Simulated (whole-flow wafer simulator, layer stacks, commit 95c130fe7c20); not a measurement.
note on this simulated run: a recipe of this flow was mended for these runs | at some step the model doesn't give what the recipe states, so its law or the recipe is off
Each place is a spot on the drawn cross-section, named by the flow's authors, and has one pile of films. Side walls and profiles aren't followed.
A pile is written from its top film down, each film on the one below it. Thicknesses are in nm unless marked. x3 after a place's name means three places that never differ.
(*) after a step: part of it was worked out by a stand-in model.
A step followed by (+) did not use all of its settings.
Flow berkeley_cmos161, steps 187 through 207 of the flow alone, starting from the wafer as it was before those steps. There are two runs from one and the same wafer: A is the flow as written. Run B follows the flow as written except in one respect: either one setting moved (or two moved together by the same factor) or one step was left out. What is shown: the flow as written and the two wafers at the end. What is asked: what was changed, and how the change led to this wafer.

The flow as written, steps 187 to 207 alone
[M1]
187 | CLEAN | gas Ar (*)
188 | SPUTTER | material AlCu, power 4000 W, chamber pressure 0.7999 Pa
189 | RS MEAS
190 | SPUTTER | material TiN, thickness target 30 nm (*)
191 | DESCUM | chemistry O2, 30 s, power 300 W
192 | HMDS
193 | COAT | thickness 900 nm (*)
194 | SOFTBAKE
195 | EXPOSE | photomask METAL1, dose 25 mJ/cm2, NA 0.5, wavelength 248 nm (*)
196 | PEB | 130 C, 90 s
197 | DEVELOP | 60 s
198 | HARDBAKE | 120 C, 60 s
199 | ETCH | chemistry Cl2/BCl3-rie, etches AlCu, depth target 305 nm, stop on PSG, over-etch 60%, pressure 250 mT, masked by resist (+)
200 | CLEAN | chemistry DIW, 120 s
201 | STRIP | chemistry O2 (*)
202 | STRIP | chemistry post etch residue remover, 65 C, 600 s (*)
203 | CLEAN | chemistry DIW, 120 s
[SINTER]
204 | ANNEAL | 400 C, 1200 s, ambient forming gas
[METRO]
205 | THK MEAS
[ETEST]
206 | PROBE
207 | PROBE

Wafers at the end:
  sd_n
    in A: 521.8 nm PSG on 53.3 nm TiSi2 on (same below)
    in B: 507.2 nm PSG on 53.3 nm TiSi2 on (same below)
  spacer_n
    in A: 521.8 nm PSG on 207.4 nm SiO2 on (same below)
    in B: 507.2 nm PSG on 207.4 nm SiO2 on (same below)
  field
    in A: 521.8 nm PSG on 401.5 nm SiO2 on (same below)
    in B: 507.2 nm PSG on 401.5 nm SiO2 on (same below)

Cause: step 199, ETCH: depth target 378 nm was run, though the flow has depth target 305 nm.

Step by step, how the change led to this:
  199 | ETCH | chemistry Cl2/BCl3-rie, etches AlCu, depth target 305 nm, stop on PSG, over-etch 60%, pressure 250 mT, masked by resist (+)
      field, sd_n, spacer_n, gate_n, spacer_p, gate_p: A -30 TiN (all of it), -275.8 AlCu (all of it), -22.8 PSG | B -30 TiN (all of it), -275.8 AlCu (all of it), -37.4 PSG
      contact, m1: A -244 KrF-resist | B -302.4 KrF-resist
      (also at 1 further place)
  201 | STRIP | chemistry O2 (*)
      contact: A -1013 KrF-resist (all of it) | B -954.6 KrF-resist (all of it)
      m1: A -537.5 KrF-resist (all of it) | B -479.1 KrF-resist (all of it)
